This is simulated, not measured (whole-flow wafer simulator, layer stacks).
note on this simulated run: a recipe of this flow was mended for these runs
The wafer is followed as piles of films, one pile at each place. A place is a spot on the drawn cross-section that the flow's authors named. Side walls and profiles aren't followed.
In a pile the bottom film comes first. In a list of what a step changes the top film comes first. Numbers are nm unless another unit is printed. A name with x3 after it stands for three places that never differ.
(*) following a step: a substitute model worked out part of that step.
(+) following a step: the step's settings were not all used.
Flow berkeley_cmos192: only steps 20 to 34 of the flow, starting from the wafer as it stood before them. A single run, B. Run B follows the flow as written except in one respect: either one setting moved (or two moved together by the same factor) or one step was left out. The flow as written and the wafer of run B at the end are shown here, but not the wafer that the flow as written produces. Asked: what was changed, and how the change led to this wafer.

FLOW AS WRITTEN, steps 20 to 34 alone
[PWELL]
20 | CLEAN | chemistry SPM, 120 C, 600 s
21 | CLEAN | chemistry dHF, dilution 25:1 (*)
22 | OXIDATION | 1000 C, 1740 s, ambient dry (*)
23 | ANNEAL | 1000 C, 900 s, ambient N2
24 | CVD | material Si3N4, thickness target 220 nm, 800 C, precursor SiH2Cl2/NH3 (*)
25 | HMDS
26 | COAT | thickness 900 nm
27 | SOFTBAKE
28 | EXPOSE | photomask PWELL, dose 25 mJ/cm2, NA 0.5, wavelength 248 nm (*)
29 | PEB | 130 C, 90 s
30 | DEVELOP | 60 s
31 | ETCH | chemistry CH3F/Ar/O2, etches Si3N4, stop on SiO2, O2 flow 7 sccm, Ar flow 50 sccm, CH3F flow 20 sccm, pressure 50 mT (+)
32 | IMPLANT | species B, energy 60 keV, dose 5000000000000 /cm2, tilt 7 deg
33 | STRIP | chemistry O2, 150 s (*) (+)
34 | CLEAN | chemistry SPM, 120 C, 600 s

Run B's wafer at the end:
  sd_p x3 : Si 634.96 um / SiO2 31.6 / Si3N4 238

Cause: step 24, CVD: thickness target 238 nm was run, while the flow as written has thickness target 220 nm.
The wafer itself shows it: sd_p x3 has Si3N4 238, and step 24 as written asks for 220 nm.

Step by step, how the change led to this:
  24 | CVD | material Si3N4, thickness target 220 nm, 800 C, precursor SiH2Cl2/NH3 (*)
      field x6, sd_p x3: Si3N4 gains 238 (new film) (it would be, as written: Si3N4 gains 220 (new film))
  31 | ETCH | chemistry CH3F/Ar/O2, etches Si3N4, stop on SiO2, O2 flow 7 sccm, Ar flow 50 sccm, CH3F flow 20 sccm, pressure 50 mT (+)
      field x6: Si3N4 loses 238 (all of it), SiO2 loses 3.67 (it would be, as written: Si3N4 loses 220 (all of it), SiO2 loses 3.67)
      sd_p x3: KrF-resist loses 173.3 (it would be, as written: KrF-resist loses 161.3)
